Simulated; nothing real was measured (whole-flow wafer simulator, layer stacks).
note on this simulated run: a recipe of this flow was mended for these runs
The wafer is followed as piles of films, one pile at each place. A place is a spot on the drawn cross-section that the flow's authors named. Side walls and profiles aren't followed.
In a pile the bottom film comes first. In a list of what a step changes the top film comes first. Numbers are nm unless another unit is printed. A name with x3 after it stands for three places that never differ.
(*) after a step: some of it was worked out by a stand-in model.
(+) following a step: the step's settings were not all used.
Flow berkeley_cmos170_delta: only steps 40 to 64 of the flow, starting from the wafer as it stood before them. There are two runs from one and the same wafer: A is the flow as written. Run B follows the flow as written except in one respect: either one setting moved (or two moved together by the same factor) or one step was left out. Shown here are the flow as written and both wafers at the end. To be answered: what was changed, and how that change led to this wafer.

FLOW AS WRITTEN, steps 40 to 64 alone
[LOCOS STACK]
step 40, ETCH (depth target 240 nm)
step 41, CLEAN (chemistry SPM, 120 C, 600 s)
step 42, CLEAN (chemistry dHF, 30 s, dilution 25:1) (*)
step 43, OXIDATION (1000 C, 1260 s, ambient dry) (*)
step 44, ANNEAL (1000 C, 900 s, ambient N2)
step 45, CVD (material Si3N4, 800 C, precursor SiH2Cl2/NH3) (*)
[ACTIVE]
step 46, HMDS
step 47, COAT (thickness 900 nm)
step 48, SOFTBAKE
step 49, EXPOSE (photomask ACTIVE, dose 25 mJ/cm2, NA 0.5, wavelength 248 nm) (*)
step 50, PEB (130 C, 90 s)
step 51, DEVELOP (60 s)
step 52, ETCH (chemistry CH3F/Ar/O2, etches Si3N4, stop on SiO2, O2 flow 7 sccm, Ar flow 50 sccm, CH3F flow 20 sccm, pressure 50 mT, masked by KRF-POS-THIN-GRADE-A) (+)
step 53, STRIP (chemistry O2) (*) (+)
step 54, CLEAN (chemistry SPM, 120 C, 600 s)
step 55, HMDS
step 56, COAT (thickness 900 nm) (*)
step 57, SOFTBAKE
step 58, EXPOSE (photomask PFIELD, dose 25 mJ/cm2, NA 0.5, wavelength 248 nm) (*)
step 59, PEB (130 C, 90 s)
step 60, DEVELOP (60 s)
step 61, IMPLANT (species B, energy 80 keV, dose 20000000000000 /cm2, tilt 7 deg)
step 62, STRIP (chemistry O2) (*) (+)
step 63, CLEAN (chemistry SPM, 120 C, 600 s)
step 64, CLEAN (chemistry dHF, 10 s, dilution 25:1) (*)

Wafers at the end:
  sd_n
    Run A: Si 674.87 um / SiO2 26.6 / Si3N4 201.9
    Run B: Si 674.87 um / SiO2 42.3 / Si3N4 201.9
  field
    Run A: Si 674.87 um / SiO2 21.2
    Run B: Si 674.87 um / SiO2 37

Cause: step 40, ETCH: depth target 170 nm was run, whereas the flow has depth target 240 nm.

How this came from the change, step by step:
  step 40, ETCH (depth target 240 nm)
      field, sd_n, spacer_n and 6 more: A SiO2 loses 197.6 (all of it) | B SiO2 loses 170
  step 41, CLEAN (chemistry SPM, 120 C, 600 s)
      field, sd_n, spacer_n and 6 more: A chemical SiO2 gains 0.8 (new film), Si loses 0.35 | B nothing
  step 42, CLEAN (chemistry dHF, 30 s, dilution 25:1) (*)
      field, sd_n, spacer_n and 6 more: A chemical SiO2 loses 0.8 (all of it) | B SiO2 loses 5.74
  step 43, OXIDATION (1000 C, 1260 s, ambient dry) (*)
      field, sd_n, spacer_n and 6 more: A SiO2 gains 26.6 (new film), Si loses 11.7 | B SiO2 gains 20.4, Si loses 8.97
